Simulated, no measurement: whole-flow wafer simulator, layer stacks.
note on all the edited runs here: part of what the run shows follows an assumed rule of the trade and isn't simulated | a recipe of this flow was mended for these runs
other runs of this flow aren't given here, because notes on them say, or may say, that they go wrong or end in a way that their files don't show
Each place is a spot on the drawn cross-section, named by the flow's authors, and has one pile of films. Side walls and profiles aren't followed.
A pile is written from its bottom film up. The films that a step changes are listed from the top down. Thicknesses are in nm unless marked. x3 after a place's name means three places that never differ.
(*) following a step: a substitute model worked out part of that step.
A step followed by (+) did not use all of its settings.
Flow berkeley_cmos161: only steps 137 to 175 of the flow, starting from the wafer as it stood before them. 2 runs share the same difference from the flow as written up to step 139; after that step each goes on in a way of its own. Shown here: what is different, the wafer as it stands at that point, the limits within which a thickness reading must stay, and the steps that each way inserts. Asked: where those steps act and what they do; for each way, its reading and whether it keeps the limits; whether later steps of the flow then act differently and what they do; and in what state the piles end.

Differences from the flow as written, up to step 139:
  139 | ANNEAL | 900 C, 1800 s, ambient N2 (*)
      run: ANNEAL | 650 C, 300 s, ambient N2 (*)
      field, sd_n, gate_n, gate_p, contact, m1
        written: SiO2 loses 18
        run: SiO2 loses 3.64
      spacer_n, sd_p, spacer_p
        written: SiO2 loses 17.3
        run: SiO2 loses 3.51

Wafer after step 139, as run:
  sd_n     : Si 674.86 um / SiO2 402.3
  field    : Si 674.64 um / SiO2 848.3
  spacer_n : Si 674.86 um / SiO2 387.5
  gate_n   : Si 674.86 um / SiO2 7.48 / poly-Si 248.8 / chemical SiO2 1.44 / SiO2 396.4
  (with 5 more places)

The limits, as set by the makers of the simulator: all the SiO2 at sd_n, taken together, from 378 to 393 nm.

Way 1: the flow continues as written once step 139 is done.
  After step 139, the reading is 402.3 nm, outside the limits.
  Steps further on in the flow that do not act as written (11 other steps are not shown; they differ only slightly, by no more than 2% or 0.5 nm, whichever is larger):
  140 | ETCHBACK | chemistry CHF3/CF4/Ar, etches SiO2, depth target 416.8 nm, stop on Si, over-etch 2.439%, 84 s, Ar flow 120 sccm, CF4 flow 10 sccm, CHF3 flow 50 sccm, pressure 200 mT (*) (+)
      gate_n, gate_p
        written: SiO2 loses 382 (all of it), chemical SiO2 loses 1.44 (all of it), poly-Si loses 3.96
        way: SiO2 loses 396.4 (all of it), chemical SiO2 loses 1.44 (all of it), poly-Si loses 2.65
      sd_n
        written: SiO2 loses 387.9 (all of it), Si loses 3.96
        way: SiO2 loses 402.3 (all of it), Si loses 2.65
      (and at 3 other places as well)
  By the end, the piles at field, spacer_n, spacer_p depart from the flow's by more than 2% or 0.5 nm, whichever is larger.
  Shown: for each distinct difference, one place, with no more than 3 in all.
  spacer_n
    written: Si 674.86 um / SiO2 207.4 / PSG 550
    way: Si 674.86 um / SiO2 221.8 / PSG 550
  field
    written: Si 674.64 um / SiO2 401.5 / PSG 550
    way: Si 674.64 um / SiO2 415.9 / PSG 550

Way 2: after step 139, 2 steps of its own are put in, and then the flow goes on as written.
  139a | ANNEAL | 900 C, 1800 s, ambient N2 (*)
      field, sd_n, gate_n, gate_p, contact, m1
        SiO2 loses 14.4
      spacer_n, sd_p, spacer_p
        SiO2 loses 13.8
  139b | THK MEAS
      alters no film at any place that is followed
  After step 139b, the reading is 387.9 nm, within the limits.
  None of the later steps of the flow acts differently than as written at any place that is followed.
  At every place that both follow, the piles at the end match the flow's.

Inside the limits: way 2. Outside the limits: way 1.
